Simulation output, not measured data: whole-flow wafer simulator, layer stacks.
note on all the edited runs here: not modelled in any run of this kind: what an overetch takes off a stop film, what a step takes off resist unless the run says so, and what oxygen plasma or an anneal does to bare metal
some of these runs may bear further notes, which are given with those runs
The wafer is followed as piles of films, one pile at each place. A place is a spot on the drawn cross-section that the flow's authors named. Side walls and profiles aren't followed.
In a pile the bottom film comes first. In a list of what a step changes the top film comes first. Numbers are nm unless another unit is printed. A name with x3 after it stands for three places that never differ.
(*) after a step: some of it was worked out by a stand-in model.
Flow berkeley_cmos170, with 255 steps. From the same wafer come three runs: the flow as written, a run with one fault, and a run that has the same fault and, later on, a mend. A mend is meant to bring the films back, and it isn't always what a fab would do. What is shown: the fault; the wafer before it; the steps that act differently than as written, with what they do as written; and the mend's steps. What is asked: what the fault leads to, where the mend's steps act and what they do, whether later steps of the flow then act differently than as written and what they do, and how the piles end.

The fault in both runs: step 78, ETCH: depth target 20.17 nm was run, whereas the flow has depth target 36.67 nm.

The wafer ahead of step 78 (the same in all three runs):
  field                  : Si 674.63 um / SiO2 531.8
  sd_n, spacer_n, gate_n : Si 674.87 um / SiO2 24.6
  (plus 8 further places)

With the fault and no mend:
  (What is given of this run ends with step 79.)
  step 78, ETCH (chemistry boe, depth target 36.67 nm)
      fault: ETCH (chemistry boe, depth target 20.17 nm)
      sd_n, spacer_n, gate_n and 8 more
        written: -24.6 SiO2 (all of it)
        fault: -20.2 SiO2
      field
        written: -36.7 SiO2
        fault: -20.2 SiO2
  Steps further on in the flow that do not act as written:
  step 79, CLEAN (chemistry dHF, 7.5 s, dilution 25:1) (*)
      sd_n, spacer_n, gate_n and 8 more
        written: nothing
        fault: -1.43 SiO2
  Once step 79 is done, the piles at field, sd_n, spacer_n and 9 more depart from the flow's by more than 2% or 0.5 nm, whichever is larger.
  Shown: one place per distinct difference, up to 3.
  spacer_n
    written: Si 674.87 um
    fault: Si 674.87 um / SiO2 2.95
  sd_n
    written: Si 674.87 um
    fault: Si 674.87 um / SiO2 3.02
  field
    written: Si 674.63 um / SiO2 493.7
    fault: Si 674.63 um / SiO2 510.2

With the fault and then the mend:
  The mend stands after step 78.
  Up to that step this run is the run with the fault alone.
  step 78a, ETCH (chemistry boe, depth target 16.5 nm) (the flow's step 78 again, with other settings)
      spacer_n, gate_n, spacer_p and 6 more
        -4.39 SiO2 (all of it)
      sd_n, sd_p
        -4.45 SiO2 (all of it)
      field
        -16.5 SiO2
  None of the later steps of the flow differs from how it acts as written, at any place that is followed, by more than 2% or 0.5 nm, whichever is larger.
  The piles end the same as the flow's at every place that both follow.
